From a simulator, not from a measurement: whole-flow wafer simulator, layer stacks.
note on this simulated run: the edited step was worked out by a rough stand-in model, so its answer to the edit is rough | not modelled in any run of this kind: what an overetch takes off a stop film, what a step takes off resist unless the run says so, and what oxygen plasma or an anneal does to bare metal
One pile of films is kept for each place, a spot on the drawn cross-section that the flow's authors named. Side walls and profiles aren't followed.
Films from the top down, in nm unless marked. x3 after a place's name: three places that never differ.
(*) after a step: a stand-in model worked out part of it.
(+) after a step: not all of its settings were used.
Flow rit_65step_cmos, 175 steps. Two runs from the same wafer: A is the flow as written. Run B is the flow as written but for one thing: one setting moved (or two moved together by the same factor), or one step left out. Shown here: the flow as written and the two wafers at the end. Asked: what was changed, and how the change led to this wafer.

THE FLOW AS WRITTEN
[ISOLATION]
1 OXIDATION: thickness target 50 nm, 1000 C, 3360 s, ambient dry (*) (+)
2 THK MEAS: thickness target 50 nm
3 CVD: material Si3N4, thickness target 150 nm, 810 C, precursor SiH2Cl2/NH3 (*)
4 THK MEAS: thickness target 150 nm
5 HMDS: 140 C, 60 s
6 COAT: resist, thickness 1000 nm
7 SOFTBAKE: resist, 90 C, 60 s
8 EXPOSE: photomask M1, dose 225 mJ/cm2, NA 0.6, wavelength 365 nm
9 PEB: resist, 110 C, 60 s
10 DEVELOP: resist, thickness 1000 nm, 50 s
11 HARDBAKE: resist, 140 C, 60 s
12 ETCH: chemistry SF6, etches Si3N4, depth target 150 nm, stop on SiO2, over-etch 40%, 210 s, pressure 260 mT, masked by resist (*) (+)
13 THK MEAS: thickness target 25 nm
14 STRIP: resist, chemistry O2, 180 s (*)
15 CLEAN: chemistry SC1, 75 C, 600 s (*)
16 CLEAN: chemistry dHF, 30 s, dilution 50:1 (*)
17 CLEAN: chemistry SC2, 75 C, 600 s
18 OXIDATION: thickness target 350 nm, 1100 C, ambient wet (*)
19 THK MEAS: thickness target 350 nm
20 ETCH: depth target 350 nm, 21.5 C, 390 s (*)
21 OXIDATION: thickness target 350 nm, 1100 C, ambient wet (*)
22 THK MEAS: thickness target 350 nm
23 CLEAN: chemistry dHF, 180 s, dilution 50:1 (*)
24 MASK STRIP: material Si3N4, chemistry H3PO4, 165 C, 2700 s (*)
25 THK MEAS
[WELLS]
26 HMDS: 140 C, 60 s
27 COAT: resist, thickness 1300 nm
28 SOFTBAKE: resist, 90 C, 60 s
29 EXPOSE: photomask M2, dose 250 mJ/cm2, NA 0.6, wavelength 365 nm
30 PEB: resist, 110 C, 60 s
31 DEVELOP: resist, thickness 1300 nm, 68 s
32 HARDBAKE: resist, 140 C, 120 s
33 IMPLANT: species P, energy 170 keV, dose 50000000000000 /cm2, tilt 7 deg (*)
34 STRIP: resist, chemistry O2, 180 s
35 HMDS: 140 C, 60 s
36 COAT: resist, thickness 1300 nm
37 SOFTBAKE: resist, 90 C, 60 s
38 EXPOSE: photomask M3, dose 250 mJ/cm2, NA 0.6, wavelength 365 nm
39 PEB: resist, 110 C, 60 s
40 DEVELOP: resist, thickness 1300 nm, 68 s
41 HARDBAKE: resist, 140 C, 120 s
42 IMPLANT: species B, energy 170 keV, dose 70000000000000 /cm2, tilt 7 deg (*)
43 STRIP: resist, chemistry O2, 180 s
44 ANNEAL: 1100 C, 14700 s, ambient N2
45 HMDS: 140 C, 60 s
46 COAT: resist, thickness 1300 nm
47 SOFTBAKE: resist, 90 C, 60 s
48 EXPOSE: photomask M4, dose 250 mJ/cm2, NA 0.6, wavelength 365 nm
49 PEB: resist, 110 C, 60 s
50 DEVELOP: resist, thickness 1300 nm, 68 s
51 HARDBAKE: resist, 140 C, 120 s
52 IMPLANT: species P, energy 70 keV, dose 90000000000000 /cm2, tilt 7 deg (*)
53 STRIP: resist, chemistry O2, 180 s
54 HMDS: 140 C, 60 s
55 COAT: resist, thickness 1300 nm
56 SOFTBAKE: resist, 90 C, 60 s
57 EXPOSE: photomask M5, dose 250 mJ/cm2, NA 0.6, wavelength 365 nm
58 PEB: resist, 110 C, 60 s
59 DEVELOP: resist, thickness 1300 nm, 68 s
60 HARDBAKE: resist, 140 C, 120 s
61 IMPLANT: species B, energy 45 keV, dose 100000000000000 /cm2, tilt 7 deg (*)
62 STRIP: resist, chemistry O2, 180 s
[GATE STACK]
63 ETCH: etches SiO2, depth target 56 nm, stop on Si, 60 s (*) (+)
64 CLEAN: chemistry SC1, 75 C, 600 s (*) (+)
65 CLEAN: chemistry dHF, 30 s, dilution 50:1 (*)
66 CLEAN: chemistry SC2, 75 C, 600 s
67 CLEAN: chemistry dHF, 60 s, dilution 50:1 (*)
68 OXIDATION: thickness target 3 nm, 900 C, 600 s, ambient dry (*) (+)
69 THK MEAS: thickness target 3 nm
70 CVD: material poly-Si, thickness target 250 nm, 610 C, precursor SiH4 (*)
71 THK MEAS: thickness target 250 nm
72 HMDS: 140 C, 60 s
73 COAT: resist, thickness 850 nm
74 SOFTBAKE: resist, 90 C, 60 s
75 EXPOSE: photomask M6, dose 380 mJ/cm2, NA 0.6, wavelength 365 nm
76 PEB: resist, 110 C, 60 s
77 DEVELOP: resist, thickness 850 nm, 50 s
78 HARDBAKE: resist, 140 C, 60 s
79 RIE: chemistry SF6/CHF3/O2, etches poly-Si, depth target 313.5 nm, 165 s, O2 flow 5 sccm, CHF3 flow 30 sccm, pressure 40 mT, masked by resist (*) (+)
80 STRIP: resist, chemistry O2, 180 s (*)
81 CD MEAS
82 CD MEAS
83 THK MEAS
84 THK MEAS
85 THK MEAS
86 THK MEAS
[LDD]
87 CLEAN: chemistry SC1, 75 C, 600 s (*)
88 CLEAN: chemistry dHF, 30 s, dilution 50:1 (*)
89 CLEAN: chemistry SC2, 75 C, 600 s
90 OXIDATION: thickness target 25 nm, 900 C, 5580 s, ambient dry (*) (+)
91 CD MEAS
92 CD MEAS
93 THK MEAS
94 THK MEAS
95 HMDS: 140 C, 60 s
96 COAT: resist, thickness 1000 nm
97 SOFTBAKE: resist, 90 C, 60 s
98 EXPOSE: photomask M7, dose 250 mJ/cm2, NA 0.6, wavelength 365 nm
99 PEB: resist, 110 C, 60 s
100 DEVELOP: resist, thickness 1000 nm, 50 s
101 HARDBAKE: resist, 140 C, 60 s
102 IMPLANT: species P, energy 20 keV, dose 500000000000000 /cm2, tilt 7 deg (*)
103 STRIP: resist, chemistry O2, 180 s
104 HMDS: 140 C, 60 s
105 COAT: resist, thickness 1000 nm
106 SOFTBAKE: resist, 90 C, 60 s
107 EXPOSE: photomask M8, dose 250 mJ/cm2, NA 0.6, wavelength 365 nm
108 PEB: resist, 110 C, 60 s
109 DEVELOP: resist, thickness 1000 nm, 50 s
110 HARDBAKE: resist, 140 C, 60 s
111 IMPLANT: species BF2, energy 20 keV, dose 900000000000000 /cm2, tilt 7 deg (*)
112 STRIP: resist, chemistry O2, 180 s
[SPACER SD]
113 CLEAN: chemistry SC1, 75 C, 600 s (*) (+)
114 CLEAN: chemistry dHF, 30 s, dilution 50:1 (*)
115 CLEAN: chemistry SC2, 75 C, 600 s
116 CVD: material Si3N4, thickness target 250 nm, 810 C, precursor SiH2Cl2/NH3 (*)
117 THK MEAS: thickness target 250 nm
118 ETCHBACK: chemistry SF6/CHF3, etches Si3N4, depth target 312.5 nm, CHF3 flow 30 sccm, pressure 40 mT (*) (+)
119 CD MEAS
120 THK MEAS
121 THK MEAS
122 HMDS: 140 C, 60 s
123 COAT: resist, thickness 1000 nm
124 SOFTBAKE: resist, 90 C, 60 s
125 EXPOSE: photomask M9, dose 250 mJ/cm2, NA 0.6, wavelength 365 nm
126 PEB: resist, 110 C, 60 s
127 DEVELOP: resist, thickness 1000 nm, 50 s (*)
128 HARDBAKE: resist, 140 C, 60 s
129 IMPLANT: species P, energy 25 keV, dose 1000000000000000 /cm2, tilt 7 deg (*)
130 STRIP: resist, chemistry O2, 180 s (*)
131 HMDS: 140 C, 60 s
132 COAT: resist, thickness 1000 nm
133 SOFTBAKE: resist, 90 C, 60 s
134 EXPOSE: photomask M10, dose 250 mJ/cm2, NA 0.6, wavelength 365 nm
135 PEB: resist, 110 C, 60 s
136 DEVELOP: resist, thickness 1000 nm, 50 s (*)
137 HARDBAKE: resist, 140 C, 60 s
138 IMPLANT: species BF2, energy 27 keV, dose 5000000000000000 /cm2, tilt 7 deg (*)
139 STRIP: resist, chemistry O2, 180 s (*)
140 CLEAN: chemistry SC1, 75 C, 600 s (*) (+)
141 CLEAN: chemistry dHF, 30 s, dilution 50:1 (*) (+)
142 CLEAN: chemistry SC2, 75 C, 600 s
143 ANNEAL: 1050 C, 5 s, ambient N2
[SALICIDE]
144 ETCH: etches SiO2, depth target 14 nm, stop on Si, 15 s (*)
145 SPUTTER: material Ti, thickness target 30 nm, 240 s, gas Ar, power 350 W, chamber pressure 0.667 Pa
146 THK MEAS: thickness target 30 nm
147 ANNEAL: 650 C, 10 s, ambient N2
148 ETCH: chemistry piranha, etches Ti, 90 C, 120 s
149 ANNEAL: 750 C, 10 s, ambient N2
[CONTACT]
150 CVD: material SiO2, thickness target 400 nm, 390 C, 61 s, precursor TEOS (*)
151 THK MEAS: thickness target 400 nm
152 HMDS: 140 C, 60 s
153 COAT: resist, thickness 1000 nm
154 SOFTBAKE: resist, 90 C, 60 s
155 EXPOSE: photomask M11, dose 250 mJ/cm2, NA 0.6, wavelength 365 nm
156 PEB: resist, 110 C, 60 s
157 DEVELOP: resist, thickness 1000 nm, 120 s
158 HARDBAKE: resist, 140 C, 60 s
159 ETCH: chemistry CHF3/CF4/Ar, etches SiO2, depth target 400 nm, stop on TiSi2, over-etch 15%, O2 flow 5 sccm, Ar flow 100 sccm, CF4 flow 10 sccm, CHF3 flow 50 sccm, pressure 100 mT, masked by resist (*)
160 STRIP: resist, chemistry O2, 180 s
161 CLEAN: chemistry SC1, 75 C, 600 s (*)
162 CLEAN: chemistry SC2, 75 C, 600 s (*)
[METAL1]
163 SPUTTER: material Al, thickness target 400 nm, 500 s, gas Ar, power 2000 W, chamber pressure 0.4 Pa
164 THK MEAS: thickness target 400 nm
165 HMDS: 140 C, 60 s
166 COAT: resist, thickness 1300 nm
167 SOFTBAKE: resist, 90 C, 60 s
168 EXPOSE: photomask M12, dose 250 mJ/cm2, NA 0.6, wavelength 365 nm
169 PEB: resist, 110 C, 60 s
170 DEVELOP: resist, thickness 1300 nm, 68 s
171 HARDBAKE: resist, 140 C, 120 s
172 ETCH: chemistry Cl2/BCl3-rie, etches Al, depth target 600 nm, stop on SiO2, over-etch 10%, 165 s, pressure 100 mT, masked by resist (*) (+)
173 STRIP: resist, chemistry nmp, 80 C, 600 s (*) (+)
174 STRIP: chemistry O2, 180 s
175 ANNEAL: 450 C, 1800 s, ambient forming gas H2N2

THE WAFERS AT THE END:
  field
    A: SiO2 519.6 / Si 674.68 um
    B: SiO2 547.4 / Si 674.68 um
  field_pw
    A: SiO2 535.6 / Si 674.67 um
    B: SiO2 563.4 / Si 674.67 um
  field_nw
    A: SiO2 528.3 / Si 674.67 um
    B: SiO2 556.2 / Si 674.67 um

The cause: step 63, ETCH: depth target 28 nm was run, where the flow has depth target 56 nm; step 63, ETCH: 30 s was run, where the flow has 60 s.

How the change led to this, step by step:
  63 ETCH: etches SiO2, depth target 56 nm, stop on Si, 60 s (*) (+)
      active_n, active_p, gate_n and 7 more: A SiO2 -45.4 (all of it), Si -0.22 | B SiO2 -28
      field, field_pw, field_nw, field_p: A SiO2 -56 | B SiO2 -28
  64 CLEAN: chemistry SC1, 75 C, 600 s (*) (+)
      active_n, active_p, gate_n and 7 more: A chemical SiO2 +0.6 (new film), Si -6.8 | B SiO2 -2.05
  65 CLEAN: chemistry dHF, 30 s, dilution 50:1 (*)
      active_n, gate_n, spacer, sd_n, contact, m1: A chemical SiO2 -0.6 (all of it) | B SiO2 -3.24
      active_p, gate_p, spacer_p, sd_p: A chemical SiO2 -0.6 (all of it) | B SiO2 -5.64
  67 CLEAN: chemistry dHF, 60 s, dilution 50:1 (*)
      active_n, gate_n, spacer, sd_n, contact, m1: A chemical SiO2 -0.4 (all of it) | B SiO2 -6.5
      gate_p, spacer_p, sd_p: A chemical SiO2 -0.4 (all of it) | B SiO2 -9.74 (all of it)
      (and at 1 more place)
  68 OXIDATION: thickness target 3 nm, 900 C, 600 s, ambient dry (*) (+)
      active_n, gate_n, spacer, sd_n, contact, m1: A SiO2 +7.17 (new film), Si -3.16 | B SiO2 +5.17, Si -2.28
  79 RIE: chemistry SF6/CHF3/O2, etches poly-Si, depth target 313.5 nm, 165 s, O2 flow 5 sccm, CHF3 flow 30 sccm, pressure 40 mT, masked by resist (*) (+)
      active_n, spacer, sd_n, contact, m1: A poly-Si -250 (all of it), SiO2 -7.17 (all of it) | B poly-Si -250 (all of it), SiO2 -10.8 (all of it)
  118 ETCHBACK: chemistry SF6/CHF3, etches Si3N4, depth target 312.5 nm, CHF3 flow 30 sccm, pressure 40 mT (*) (+)
      spacer: A Si3N4 -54 | B Si3N4 -50.4
